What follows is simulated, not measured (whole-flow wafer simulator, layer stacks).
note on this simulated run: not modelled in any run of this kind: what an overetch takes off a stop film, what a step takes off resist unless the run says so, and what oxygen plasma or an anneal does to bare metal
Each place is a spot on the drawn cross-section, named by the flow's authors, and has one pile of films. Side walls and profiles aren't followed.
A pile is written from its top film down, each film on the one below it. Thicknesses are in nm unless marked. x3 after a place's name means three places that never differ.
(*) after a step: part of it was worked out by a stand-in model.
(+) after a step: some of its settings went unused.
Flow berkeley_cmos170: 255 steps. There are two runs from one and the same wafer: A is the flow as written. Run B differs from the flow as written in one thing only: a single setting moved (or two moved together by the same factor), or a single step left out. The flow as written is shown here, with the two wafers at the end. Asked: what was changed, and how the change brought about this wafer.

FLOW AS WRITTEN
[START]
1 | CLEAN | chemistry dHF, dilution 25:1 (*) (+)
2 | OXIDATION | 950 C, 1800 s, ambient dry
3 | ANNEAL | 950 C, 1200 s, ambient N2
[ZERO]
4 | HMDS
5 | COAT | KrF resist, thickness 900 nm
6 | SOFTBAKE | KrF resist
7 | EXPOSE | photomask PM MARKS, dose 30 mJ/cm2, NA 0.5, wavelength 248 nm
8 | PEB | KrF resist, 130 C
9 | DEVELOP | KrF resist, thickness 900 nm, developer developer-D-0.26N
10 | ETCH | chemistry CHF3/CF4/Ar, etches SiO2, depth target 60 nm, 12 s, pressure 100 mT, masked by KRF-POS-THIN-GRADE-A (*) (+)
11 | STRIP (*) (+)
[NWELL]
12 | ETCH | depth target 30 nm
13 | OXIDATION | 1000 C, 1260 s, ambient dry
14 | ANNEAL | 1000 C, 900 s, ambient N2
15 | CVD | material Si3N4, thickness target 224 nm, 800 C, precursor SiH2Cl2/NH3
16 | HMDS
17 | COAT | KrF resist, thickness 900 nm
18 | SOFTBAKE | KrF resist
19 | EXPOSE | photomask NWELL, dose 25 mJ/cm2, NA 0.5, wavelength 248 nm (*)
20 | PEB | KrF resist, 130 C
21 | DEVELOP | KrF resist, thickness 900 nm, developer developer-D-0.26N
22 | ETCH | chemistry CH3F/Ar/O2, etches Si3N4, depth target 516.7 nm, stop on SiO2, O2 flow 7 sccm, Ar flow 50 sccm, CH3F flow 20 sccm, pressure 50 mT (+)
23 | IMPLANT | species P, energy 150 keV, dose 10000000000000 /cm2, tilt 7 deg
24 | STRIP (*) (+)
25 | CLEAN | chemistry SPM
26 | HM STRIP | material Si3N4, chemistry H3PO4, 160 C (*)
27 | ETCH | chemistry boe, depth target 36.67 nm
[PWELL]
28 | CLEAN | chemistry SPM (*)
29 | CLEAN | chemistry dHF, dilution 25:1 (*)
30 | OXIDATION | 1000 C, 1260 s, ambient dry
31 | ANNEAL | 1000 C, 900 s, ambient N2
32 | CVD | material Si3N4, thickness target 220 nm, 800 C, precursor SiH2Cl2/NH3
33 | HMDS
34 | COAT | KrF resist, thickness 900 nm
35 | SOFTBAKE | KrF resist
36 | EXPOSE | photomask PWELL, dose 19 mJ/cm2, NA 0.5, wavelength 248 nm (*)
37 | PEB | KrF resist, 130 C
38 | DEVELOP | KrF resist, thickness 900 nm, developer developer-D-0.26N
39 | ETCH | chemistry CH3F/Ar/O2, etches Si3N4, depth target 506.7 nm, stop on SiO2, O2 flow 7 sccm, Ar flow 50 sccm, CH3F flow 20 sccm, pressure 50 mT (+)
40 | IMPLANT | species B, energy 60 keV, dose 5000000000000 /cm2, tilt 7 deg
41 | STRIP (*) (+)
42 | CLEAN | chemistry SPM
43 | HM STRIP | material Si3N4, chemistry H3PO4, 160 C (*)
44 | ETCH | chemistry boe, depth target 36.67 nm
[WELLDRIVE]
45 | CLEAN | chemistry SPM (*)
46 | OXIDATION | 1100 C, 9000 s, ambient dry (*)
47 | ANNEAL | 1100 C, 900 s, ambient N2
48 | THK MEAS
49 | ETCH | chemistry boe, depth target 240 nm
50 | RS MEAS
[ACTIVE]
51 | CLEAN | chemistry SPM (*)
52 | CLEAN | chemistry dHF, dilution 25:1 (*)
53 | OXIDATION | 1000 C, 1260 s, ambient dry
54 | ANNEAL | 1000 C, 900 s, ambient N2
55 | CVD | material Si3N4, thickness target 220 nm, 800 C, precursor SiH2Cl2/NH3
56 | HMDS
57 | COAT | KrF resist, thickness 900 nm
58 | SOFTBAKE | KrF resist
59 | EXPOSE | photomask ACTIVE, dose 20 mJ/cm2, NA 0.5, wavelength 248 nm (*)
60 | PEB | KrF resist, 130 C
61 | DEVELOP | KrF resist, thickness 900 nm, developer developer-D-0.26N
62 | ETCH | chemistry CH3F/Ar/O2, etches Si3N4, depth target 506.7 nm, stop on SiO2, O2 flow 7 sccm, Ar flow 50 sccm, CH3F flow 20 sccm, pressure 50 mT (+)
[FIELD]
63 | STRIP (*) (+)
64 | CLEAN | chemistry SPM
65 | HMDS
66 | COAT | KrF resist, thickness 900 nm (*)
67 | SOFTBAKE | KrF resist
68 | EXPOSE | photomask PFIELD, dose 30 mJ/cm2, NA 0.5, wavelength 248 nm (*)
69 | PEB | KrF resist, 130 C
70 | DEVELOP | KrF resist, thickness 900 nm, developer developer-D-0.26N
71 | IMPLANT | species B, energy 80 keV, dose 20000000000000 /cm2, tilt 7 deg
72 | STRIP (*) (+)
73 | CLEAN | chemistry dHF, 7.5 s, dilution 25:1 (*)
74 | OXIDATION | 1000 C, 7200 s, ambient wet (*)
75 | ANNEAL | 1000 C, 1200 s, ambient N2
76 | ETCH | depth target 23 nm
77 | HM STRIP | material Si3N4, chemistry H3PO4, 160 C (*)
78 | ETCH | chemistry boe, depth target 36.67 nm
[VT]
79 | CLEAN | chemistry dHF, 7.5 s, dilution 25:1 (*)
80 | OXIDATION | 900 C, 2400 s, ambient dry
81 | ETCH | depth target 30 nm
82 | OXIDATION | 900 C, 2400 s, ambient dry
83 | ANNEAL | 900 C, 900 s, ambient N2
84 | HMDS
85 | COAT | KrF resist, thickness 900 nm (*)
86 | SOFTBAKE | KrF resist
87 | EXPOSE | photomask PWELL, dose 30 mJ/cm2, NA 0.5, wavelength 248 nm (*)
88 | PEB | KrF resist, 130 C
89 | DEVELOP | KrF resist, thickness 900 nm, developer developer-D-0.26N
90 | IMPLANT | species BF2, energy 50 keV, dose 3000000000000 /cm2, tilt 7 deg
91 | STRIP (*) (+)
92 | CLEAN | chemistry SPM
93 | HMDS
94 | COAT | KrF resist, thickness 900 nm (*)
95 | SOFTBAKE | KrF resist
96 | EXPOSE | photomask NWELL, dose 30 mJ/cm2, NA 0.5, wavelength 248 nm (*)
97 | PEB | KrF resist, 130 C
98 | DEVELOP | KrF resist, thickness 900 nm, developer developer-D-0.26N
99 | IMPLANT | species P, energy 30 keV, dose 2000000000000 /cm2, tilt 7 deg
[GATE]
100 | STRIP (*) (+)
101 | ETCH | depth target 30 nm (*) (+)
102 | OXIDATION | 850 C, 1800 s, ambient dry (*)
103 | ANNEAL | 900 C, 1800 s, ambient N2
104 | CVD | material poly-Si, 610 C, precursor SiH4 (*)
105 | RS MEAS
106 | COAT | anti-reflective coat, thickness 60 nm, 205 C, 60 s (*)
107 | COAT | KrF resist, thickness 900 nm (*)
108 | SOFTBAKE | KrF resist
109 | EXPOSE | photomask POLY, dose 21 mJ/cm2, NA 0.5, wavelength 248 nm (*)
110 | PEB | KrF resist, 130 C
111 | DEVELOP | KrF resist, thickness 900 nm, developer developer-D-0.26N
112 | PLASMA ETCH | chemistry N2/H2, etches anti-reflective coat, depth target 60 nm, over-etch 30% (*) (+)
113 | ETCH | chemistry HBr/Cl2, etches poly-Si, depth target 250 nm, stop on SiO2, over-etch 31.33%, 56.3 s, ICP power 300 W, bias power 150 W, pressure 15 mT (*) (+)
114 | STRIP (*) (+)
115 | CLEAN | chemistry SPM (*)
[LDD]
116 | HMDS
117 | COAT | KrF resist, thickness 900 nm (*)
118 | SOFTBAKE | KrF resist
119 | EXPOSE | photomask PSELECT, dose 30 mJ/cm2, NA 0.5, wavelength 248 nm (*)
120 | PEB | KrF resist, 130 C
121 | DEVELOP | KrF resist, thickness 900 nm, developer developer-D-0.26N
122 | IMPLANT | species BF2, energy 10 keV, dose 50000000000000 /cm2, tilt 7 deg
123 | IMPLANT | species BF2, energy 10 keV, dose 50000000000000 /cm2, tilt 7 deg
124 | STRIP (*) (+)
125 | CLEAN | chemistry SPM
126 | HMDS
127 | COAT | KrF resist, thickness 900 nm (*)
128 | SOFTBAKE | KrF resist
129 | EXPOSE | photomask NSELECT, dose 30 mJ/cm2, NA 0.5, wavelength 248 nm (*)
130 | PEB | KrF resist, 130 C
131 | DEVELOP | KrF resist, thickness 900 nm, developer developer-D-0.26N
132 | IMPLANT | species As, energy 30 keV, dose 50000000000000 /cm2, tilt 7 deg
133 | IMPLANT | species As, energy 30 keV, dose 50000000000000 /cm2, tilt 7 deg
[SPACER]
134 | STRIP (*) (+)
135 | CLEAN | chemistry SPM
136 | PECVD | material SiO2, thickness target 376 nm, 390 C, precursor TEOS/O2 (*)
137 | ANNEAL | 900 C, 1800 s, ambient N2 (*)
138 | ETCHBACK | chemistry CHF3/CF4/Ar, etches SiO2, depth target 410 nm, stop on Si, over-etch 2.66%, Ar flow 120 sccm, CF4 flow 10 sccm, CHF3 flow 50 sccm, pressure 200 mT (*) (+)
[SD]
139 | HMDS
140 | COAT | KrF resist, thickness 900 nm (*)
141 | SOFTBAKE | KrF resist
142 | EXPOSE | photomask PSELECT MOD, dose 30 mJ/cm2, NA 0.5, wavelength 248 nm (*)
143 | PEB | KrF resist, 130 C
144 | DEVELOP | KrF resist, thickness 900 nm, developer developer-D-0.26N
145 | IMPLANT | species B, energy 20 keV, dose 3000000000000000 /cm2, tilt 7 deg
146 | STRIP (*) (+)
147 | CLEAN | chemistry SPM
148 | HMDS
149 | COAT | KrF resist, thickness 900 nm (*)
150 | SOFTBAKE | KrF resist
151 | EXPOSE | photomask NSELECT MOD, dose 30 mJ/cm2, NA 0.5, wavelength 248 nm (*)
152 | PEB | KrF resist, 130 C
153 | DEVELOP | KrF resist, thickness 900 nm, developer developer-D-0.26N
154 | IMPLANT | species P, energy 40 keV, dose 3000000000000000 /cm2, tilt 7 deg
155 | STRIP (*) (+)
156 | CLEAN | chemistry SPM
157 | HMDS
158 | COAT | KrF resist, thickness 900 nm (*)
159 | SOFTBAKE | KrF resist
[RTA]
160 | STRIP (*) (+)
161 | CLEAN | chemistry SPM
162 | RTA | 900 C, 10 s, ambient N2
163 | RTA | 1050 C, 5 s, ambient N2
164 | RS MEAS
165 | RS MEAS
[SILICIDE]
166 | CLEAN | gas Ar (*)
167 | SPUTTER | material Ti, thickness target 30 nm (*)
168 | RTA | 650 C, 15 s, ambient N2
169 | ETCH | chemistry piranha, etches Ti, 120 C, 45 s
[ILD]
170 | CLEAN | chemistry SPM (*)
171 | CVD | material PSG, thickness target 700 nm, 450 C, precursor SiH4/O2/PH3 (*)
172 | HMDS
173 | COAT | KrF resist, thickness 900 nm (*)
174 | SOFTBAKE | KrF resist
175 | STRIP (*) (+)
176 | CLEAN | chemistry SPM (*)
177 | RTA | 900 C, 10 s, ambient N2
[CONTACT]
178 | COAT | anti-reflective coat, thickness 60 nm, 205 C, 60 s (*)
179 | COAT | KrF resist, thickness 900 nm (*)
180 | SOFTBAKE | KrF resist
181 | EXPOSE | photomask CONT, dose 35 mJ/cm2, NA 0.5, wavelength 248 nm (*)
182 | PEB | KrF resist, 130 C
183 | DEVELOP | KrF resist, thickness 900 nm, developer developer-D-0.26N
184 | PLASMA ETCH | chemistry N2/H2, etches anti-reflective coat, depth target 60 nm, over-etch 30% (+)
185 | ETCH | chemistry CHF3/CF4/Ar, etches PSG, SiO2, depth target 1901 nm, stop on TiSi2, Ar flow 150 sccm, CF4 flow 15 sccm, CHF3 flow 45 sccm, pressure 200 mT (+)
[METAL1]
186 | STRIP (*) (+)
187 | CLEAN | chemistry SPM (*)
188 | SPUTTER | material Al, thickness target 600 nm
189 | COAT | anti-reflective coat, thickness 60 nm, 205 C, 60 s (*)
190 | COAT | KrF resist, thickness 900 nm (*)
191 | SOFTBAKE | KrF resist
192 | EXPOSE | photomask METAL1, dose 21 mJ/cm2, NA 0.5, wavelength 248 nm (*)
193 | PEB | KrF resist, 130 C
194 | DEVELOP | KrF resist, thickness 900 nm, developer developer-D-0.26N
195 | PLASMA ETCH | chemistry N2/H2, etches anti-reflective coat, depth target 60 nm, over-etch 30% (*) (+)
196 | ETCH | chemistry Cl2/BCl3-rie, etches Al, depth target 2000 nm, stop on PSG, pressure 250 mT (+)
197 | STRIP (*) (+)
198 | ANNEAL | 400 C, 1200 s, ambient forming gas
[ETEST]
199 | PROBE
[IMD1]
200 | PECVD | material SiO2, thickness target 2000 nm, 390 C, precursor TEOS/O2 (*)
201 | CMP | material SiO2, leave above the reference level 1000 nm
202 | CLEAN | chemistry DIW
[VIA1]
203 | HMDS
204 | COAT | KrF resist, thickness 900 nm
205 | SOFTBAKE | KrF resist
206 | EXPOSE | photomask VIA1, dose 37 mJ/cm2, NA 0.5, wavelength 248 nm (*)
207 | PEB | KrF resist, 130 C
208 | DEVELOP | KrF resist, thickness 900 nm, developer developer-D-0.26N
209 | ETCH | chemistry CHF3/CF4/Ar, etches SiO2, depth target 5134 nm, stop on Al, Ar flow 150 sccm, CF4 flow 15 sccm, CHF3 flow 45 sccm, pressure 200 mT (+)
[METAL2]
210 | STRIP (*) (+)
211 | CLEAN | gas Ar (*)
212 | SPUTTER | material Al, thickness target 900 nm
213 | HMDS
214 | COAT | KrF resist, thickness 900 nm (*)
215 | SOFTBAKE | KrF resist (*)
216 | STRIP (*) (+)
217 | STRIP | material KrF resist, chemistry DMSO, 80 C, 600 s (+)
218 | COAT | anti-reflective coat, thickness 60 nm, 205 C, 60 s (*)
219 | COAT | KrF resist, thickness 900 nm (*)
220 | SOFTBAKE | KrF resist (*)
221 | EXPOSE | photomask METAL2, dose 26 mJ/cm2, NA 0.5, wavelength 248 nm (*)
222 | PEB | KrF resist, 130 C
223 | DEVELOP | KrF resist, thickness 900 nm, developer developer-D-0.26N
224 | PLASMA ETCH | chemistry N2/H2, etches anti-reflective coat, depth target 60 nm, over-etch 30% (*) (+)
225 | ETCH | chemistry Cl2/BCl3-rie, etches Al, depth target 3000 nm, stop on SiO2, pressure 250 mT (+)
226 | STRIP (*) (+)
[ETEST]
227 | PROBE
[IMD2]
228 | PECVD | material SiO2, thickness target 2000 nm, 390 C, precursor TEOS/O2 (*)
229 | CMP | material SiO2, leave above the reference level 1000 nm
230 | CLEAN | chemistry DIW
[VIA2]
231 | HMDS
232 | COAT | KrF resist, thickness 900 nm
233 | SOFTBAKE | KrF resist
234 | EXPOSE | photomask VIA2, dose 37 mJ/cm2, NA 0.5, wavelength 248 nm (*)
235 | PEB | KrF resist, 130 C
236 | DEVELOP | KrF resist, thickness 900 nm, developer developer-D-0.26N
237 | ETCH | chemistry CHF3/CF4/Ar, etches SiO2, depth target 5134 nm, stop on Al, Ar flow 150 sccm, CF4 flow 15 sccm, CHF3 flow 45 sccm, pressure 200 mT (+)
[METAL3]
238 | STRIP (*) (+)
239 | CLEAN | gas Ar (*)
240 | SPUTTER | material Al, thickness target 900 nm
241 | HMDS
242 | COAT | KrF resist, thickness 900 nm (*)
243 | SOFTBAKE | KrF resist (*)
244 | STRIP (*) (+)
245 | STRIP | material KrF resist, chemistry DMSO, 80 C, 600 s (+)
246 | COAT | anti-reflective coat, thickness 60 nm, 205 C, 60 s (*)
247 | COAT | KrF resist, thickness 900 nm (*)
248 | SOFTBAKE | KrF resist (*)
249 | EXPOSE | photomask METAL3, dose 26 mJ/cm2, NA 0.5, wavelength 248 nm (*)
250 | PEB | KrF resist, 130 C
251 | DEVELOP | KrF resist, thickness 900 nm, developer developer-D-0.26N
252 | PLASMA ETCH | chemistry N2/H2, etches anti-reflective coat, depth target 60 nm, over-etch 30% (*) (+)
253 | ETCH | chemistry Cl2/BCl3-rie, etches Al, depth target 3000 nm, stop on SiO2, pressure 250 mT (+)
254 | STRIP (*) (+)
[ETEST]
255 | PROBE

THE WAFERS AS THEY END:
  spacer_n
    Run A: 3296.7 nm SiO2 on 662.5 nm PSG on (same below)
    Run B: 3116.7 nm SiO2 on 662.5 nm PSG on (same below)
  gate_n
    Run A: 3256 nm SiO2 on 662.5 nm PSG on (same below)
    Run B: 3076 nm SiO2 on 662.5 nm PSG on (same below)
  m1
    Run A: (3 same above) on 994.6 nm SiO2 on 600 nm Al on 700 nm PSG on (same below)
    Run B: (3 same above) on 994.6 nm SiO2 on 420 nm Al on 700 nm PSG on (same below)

The reason: step 188, SPUTTER: thickness target 420 nm was run, whereas the flow has thickness target 600 nm.
One can read it off the wafer: m1 has Al 420, and step 188 as written asks for 600 nm.

The path from the change to this, step by step:
  188 | SPUTTER | material Al, thickness target 600 nm
      field, sd_n, spacer_n and 7 more: A +600 Al (new film) | B +420 Al (new film)
      sd_p: A +573.8 Al (new film) | B +396 Al (new film)
      (also at 1 further place)
  189 | COAT | anti-reflective coat, thickness 60 nm, 205 C, 60 s (*)
      sd_n: A +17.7 anti-reflective coat (new film) | B +12.5 anti-reflective coat (new film)
      contact: A +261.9 anti-reflective coat (new film) | B +241.3 anti-reflective coat (new film)
  190 | COAT | KrF resist, thickness 900 nm (*)
      contact: A +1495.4 KrF resist (new film) | B +1455.2 KrF resist (new film)
  195 | PLASMA ETCH | chemistry N2/H2, etches anti-reflective coat, depth target 60 nm, over-etch 30% (*) (+)
      sd_n: A -17.7 anti-reflective coat (all of it) | B -12.5 anti-reflective coat (all of it)
  196 | ETCH | chemistry Cl2/BCl3-rie, etches Al, depth target 2000 nm, stop on PSG, pressure 250 mT (+)
      field, sd_n, spacer_n, gate_n, spacer_p, gate_p: A -600 Al (all of it), -37.5 PSG | B -420 Al (all of it), -37.5 PSG
      contact, m1, via1, m2, via2: A -450 KrF resist | B -360 KrF resist
      (also at 1 further place)
  197 | STRIP (*) (+)
      contact: A -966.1 KrF resist (all of it), -261.9 anti-reflective coat (all of it) | B -1016.1 KrF resist (all of it), -241.3 anti-reflective coat (all of it)
      m1: A -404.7 KrF resist (all of it), -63 anti-reflective coat (all of it) | B -494 KrF resist (all of it), -62.9 anti-reflective coat (all of it)
      (also at 3 further places)
  201 | CMP | material SiO2, leave above the reference level 1000 nm
      spacer_n, spacer_p: A -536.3 SiO2 | B -716.3 SiO2
      gate_n, gate_p: A -577.1 SiO2 | B -757.1 SiO2
      (also at 4 further places)
